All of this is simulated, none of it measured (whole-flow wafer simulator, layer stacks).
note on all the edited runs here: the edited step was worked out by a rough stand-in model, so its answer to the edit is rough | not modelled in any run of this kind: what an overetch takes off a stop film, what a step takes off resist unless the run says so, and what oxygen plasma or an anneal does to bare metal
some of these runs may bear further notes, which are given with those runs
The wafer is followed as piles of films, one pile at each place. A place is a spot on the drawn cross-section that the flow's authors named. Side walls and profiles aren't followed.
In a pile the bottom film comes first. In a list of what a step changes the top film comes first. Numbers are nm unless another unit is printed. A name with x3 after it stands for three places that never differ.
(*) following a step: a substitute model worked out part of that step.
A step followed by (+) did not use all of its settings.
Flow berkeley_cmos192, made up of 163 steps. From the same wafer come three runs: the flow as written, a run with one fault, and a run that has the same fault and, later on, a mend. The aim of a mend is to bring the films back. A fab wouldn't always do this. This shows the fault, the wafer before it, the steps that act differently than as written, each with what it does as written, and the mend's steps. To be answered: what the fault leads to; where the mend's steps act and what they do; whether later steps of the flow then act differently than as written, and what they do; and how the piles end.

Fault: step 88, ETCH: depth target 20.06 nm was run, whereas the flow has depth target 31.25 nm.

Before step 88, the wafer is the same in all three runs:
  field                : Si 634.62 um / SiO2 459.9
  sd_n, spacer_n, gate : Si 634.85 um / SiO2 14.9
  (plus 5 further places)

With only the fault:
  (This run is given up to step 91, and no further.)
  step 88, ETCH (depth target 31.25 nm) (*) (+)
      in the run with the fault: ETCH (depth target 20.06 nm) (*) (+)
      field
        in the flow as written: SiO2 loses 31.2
        in the run with the fault: SiO2 loses 20.1
  Later steps of the flow up to step 91 that are run all act as written at every place that is followed, up to a difference of at most 2% or 0.5 nm, whichever is larger.
  Once step 91 is done, the piles at field depart from the flow's by more than 2% or 0.5 nm, whichever is larger.
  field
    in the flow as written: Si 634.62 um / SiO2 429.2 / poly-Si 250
    in the run with the fault: Si 634.62 um / SiO2 440.4 / poly-Si 250

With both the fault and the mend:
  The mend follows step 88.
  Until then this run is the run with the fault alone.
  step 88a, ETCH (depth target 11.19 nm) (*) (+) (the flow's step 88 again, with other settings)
      field
        SiO2 loses 11.2
  Later steps of the flow that are run all act as written at every place that is followed.
  The piles end the same as the flow's at every place that both follow.
